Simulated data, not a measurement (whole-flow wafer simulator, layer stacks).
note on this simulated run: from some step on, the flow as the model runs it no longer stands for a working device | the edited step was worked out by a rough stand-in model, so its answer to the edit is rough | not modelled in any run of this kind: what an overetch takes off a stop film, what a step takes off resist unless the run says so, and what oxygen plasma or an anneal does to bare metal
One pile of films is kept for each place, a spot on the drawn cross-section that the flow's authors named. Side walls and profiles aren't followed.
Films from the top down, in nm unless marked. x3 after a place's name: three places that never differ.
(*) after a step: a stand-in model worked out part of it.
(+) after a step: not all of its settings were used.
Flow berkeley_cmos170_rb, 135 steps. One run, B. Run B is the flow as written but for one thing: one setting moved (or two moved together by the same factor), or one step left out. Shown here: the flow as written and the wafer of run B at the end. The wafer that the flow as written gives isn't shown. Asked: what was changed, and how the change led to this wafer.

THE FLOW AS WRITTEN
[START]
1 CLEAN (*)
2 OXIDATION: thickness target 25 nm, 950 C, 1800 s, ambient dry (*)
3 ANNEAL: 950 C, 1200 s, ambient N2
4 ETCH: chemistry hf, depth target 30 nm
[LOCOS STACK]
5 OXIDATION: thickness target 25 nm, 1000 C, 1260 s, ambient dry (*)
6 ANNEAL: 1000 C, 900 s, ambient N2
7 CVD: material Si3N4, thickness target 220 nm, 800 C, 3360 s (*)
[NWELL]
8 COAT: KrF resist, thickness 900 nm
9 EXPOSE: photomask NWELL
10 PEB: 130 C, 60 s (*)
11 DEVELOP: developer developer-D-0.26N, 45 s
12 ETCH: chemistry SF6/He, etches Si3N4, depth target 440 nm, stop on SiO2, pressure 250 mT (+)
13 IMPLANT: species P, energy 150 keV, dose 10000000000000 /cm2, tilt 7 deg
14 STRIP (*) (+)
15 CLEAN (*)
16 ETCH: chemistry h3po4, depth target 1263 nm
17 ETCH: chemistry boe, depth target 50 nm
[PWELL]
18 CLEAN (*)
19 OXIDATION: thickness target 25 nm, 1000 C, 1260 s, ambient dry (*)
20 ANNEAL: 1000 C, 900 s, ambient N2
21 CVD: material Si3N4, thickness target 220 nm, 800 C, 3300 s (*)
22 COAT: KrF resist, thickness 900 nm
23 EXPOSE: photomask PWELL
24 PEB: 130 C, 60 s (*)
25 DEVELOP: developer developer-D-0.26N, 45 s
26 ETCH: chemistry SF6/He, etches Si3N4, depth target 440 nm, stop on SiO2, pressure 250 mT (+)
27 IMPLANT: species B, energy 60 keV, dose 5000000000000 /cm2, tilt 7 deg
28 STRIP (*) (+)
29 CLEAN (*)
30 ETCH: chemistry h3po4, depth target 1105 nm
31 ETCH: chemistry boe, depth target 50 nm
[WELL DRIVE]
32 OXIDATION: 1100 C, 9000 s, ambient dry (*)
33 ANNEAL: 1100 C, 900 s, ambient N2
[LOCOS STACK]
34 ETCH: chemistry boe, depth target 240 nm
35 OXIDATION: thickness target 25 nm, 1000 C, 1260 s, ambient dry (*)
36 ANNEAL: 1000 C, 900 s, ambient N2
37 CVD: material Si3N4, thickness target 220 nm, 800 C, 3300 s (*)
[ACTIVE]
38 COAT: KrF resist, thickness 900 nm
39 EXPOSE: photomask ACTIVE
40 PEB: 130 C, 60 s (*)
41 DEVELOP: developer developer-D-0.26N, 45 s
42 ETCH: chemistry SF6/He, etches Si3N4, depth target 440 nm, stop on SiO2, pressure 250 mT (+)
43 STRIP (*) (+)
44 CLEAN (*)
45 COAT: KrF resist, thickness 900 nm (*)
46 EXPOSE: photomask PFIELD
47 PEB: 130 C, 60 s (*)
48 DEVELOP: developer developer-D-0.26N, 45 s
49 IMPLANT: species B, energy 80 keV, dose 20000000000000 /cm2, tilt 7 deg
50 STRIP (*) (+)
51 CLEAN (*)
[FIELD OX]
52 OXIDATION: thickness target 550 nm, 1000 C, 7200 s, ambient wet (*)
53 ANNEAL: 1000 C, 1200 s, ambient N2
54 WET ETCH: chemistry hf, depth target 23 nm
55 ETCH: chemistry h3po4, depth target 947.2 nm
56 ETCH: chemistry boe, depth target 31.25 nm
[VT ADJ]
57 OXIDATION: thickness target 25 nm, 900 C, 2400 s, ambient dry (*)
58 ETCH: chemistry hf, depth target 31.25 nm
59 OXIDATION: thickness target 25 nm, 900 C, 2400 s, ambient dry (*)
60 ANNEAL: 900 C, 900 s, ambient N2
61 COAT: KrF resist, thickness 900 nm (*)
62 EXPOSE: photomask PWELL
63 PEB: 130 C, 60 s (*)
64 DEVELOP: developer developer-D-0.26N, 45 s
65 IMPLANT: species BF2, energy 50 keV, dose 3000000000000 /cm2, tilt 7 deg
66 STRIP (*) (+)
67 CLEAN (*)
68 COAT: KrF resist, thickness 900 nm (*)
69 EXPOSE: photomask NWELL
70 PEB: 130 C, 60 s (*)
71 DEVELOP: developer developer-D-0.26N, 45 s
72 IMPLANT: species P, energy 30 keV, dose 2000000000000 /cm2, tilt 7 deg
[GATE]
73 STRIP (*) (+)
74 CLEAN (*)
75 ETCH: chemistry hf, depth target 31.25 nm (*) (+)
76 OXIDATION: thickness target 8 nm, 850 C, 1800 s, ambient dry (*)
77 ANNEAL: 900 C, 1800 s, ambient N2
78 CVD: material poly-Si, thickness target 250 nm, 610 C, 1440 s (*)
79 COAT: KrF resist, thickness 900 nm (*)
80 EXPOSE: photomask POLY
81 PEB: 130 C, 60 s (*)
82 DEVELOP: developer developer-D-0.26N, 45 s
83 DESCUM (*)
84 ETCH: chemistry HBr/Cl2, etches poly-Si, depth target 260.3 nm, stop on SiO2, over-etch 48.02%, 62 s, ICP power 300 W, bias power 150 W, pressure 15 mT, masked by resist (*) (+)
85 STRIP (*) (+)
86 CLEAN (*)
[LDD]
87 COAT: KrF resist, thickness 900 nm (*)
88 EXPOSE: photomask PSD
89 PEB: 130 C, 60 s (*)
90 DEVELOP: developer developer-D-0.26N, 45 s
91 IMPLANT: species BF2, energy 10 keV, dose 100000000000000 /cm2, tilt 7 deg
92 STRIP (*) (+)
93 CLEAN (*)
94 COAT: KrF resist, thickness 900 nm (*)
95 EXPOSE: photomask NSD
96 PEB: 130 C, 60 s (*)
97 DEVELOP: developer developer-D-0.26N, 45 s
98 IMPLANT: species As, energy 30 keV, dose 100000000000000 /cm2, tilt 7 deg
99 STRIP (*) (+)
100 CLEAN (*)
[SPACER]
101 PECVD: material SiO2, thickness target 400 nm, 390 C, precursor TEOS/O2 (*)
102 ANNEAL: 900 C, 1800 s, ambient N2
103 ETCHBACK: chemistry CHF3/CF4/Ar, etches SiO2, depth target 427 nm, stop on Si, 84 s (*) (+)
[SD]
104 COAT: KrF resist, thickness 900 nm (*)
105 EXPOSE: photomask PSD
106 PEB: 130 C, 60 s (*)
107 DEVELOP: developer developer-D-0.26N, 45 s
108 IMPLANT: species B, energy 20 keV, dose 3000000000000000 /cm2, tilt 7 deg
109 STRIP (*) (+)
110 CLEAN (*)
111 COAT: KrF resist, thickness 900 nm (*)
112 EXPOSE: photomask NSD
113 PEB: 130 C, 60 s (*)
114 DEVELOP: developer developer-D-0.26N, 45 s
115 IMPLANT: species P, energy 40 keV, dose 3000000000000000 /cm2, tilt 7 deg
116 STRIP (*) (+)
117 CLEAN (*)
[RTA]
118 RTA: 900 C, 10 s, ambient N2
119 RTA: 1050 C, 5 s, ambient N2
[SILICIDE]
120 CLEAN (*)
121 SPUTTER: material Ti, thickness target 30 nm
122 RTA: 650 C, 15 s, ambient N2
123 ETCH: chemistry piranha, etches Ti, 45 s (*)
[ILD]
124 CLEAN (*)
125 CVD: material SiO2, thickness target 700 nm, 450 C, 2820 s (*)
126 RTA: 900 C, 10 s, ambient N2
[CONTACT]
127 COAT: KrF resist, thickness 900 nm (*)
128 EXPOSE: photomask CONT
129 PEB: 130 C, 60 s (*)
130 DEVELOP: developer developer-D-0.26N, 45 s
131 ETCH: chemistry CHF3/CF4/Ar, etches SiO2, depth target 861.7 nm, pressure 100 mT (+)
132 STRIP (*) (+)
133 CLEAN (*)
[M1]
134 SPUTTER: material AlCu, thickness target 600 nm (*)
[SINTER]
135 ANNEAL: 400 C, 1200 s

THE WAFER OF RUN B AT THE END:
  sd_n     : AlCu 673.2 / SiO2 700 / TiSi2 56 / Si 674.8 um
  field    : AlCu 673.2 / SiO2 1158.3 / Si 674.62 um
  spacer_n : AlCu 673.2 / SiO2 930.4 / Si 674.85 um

The cause: step 134, SPUTTER: thickness target 673.2 nm was run, where the flow has thickness target 600 nm.
It can be read off the wafer: sd_n has AlCu 673.2, and step 134 as written asks for 600 nm.

How the change led to this, step by step:
  134 SPUTTER: material AlCu, thickness target 600 nm (*)
      field, sd_n, spacer_n, gate, spacer_p, gate_p, m1: AlCu +673.2 (new film) (as written it would be: AlCu +600 (new film))
      sd_p: AlCu +616.1 (new film) (as written it would be: AlCu +545.9 (new film))
      (and at 1 more place)
